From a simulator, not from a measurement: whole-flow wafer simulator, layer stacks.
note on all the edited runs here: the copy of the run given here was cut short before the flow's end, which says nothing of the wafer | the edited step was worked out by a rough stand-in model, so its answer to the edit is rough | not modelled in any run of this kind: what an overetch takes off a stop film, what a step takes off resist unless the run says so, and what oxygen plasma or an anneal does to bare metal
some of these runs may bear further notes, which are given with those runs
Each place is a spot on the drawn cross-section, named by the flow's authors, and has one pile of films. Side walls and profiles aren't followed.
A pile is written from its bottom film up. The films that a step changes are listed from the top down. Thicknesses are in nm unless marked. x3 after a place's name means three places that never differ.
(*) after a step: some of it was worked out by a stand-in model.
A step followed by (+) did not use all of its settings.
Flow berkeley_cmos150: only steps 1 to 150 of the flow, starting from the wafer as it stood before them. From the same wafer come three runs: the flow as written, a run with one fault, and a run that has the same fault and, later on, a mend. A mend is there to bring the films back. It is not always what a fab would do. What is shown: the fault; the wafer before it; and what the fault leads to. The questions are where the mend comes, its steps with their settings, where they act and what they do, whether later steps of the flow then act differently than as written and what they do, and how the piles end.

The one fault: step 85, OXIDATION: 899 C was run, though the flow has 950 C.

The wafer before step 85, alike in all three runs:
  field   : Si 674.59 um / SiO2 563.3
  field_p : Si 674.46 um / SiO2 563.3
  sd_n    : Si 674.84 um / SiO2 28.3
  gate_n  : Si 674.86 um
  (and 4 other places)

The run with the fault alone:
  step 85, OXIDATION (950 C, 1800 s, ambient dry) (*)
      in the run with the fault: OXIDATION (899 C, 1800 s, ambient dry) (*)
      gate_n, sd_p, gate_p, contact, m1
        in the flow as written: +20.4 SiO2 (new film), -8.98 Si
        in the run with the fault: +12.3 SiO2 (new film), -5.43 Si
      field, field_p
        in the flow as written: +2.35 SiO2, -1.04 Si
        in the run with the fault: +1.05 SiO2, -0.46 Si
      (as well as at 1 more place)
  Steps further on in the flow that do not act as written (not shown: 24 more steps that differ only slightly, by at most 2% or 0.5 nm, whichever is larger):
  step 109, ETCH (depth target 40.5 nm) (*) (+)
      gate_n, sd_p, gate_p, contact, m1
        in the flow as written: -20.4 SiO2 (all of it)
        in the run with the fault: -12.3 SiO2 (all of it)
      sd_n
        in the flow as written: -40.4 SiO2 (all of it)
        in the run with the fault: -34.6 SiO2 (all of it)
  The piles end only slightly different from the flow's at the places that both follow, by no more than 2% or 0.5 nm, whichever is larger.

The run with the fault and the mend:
  After step 87 comes the mend.
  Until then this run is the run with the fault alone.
  step 87a, OXIDATION (950 C, 924 s, ambient dry) (*) (the flow's step 85, run once more with other settings)
      gate_n, sd_p, gate_p, contact, m1
        +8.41 SiO2, -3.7 Si
      field, field_p
        +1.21 SiO2, -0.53 Si
      sd_n
        +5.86 SiO2, -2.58 Si
  Every later step of the flow that is run acts as written, at every place that is followed, to within 2% or 0.5 nm, whichever is larger.
  The piles end only slightly different from the flow's at the places that both follow, by no more than 2% or 0.5 nm, whichever is larger.
